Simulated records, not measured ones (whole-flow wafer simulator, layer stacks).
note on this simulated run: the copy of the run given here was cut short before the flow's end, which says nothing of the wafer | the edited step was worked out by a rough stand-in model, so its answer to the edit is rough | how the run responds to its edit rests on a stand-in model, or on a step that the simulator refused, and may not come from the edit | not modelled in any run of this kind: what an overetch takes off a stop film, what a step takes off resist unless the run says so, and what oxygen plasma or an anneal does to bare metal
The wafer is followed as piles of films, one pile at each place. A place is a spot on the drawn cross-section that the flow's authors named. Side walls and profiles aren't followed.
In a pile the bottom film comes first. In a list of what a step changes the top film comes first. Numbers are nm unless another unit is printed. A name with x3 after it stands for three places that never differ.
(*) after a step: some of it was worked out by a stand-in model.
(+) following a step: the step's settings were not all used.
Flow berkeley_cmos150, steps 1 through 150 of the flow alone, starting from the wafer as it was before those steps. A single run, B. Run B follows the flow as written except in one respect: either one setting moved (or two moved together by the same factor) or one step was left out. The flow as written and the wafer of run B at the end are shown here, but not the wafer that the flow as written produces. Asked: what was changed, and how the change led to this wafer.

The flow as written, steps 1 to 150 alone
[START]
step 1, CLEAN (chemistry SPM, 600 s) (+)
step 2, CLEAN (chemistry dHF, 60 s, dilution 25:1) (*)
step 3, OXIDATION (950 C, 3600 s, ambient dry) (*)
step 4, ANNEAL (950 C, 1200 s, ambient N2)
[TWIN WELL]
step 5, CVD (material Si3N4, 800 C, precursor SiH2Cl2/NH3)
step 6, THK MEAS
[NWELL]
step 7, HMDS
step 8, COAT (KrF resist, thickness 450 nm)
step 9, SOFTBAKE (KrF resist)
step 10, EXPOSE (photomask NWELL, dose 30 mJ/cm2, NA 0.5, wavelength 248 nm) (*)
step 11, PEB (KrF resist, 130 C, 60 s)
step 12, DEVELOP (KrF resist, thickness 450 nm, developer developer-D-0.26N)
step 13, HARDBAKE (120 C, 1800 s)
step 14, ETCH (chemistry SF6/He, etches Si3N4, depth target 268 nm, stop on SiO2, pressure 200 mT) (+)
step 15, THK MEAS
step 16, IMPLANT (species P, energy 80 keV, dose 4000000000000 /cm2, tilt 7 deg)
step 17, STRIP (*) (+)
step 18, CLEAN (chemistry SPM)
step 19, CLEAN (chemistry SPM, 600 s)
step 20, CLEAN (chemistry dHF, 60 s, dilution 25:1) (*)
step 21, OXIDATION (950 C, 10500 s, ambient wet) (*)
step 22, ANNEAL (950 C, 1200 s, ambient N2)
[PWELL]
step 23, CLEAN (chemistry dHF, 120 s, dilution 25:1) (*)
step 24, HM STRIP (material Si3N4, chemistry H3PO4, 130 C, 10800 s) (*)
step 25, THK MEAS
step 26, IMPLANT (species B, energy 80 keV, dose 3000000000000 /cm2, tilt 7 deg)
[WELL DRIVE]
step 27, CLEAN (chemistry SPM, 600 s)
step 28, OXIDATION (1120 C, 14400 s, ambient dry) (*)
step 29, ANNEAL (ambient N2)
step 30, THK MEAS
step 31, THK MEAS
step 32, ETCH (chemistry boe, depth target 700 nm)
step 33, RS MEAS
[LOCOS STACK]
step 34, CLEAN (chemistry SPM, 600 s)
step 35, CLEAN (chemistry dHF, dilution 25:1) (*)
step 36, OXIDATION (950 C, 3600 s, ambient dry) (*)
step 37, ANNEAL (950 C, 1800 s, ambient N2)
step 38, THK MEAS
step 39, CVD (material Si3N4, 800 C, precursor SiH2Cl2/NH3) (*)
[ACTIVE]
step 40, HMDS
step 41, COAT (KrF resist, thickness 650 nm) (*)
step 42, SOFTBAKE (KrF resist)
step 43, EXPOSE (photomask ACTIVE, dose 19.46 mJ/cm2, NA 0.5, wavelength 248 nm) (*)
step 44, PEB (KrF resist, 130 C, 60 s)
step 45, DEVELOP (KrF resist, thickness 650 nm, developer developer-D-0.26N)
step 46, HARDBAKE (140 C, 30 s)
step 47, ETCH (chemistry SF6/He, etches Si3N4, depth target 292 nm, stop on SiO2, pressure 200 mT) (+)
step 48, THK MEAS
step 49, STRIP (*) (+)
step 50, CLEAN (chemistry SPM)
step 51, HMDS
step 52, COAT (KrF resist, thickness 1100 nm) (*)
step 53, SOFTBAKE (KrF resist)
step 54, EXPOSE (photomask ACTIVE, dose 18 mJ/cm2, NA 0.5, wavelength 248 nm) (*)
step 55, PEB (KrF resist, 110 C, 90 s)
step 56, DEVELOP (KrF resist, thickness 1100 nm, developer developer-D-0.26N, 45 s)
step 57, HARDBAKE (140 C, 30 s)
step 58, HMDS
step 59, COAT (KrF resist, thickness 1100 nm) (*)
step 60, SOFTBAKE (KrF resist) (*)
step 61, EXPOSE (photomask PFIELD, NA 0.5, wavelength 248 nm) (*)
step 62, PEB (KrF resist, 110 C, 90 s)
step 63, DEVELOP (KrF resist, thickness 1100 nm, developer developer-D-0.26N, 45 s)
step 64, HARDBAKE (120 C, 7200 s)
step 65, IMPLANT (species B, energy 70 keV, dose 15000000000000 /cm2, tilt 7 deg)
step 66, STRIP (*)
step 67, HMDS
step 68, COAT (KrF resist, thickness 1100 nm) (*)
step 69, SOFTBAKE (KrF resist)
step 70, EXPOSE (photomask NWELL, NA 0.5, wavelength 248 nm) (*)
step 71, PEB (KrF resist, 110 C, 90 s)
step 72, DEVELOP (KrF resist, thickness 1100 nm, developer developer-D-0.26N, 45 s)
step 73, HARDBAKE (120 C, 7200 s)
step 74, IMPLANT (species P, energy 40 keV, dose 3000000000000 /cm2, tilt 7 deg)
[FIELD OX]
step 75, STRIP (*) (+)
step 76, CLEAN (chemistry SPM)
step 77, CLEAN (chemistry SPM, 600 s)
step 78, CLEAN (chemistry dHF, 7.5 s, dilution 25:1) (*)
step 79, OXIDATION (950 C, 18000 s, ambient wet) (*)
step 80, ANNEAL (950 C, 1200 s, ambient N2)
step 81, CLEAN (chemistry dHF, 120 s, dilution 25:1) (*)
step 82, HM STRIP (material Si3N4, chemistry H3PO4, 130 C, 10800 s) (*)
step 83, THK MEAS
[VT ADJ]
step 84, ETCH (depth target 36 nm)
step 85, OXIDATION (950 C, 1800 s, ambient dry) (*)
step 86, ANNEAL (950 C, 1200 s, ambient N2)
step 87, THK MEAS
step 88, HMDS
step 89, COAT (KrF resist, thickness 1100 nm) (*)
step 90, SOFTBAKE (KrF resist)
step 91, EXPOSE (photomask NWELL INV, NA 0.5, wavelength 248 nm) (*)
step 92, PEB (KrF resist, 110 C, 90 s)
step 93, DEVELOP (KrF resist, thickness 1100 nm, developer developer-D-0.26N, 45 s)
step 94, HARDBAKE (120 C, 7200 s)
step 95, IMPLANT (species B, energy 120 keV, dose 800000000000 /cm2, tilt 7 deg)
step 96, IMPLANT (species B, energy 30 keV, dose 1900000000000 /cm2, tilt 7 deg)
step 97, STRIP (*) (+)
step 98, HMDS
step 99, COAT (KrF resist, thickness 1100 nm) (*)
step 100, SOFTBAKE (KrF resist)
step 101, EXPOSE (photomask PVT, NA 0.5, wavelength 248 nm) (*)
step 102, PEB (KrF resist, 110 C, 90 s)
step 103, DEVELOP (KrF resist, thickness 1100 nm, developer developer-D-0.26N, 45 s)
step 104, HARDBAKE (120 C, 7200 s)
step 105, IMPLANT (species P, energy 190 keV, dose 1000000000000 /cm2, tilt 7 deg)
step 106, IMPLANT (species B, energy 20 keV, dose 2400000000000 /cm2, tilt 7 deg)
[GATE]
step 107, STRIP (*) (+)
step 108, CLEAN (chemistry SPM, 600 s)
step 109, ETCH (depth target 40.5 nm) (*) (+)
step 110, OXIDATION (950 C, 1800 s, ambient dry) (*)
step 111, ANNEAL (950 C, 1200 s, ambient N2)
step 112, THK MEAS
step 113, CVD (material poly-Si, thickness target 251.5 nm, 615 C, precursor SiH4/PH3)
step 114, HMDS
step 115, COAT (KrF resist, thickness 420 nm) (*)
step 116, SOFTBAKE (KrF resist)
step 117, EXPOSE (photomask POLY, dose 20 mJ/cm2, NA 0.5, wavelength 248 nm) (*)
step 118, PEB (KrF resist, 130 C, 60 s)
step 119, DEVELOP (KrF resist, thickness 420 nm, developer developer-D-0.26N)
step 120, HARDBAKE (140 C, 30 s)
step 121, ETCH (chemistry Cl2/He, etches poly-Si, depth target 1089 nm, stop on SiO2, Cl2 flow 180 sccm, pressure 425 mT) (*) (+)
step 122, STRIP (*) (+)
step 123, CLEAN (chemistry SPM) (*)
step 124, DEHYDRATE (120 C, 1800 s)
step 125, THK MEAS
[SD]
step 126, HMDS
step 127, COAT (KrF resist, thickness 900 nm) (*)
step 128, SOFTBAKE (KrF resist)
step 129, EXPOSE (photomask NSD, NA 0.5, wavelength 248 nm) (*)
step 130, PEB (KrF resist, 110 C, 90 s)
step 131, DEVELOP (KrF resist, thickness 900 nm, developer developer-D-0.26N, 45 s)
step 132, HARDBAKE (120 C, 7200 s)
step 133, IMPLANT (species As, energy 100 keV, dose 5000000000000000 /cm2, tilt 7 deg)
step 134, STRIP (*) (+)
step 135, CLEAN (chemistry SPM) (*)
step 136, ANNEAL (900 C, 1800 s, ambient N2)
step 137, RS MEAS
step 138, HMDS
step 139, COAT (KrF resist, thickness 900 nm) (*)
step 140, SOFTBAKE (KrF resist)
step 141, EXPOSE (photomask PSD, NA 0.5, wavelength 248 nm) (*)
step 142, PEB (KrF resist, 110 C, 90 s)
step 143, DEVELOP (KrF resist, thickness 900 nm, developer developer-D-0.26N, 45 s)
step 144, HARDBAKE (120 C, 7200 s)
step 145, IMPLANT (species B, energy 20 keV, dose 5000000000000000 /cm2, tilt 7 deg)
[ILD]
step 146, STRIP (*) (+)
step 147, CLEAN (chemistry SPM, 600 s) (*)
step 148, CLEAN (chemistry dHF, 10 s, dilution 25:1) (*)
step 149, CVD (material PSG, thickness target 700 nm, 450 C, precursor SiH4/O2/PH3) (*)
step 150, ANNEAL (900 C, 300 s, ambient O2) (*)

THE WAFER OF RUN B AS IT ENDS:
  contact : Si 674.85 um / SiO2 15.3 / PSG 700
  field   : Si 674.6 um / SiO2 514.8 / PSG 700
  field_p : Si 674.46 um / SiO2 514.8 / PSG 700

The reason: step 36, OXIDATION: 760 C was run, while the flow as written has 950 C.

How this came from the change, step by step:
  step 36, OXIDATION (950 C, 3600 s, ambient dry) (*)
      field, field_p, sd_n, gate_n, sd_p, gate_p, contact, m1: +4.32 SiO2 (new film), -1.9 Si (as written it would have been: +31.5 SiO2 (new film), -13.8 Si)
  step 41, COAT (KrF resist, thickness 650 nm) (*)
      field: +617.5 KrF resist (new film) (as written it would have been: +646.4 KrF resist (new film))
  step 45, DEVELOP (KrF resist, thickness 650 nm, developer developer-D-0.26N)
      field: -616.6 KrF resist (all of it) (as written it would have been: -645.4 KrF resist (all of it))
  step 78, CLEAN (chemistry dHF, 7.5 s, dilution 25:1) (*)
      field: -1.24 SiO2 (all of it) (as written it would have been: -1.46 SiO2)
      field_p: -1.24 SiO2 (all of it) (as written it would have been: -1.49 SiO2)
  step 79, OXIDATION (950 C, 18000 s, ambient wet) (*)
      field: +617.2 SiO2 (new film), -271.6 Si (as written it would have been: +598.1 SiO2, -263.1 Si)
      field_p: +617.2 SiO2 (new film), -271.6 Si (as written it would have been: +598.1 SiO2, -263.2 Si)
      (also at 1 further place)
  step 84, ETCH (depth target 36 nm)
      sd_n: -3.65 SiO2 (all of it) (as written it would have been: -36 SiO2)
      gate_n, sd_p, gate_p, contact, m1: -2.44 SiO2 (all of it) (as written it would have been: -29.6 SiO2 (all of it))
  step 85, OXIDATION (950 C, 1800 s, ambient dry) (*)
      sd_n: +20.4 SiO2 (new film), -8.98 Si (as written it would have been: +12.2 SiO2, -5.35 Si)
  step 109, ETCH (depth target 40.5 nm) (*) (+)
      sd_n: -20.4 SiO2 (all of it) (as written it would have been: -40.4 SiO2 (all of it))
  step 115, COAT (KrF resist, thickness 420 nm) (*)
      sd_n: +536 KrF resist (new film) (as written it would have been: +563.4 KrF resist (new film))
  step 119, DEVELOP (KrF resist, thickness 420 nm, developer developer-D-0.26N)
      sd_n: -535.2 KrF resist (all of it) (as written it would have been: -562.5 KrF resist (all of it))
  step 122, STRIP (*) (+)
      gate_p: +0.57 chemical SiO2 (new film), -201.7 KrF resist (all of it), -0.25 poly-Si (as written it would have been: +0.57 chemical SiO2 (new film), -206.4 KrF resist (all of it), -0.25 poly-Si)
  step 127, COAT (KrF resist, thickness 900 nm) (*)
      sd_n: +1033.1 KrF resist (new film) (as written it would have been: +1061.7 KrF resist (new film))
  step 131, DEVELOP (KrF resist, thickness 900 nm, developer developer-D-0.26N, 45 s)
      sd_n: -1025.9 KrF resist (all of it) (as written it would have been: -1054.3 KrF resist (all of it))
  step 139, COAT (KrF resist, thickness 900 nm) (*)
      sd_n: +1033.1 KrF resist (new film) (as written it would have been: +1061.7 KrF resist (new film))
  step 146, STRIP (*) (+)
      sd_n: -996.2 KrF resist (all of it) (as written it would have been: -1024.1 KrF resist (all of it))
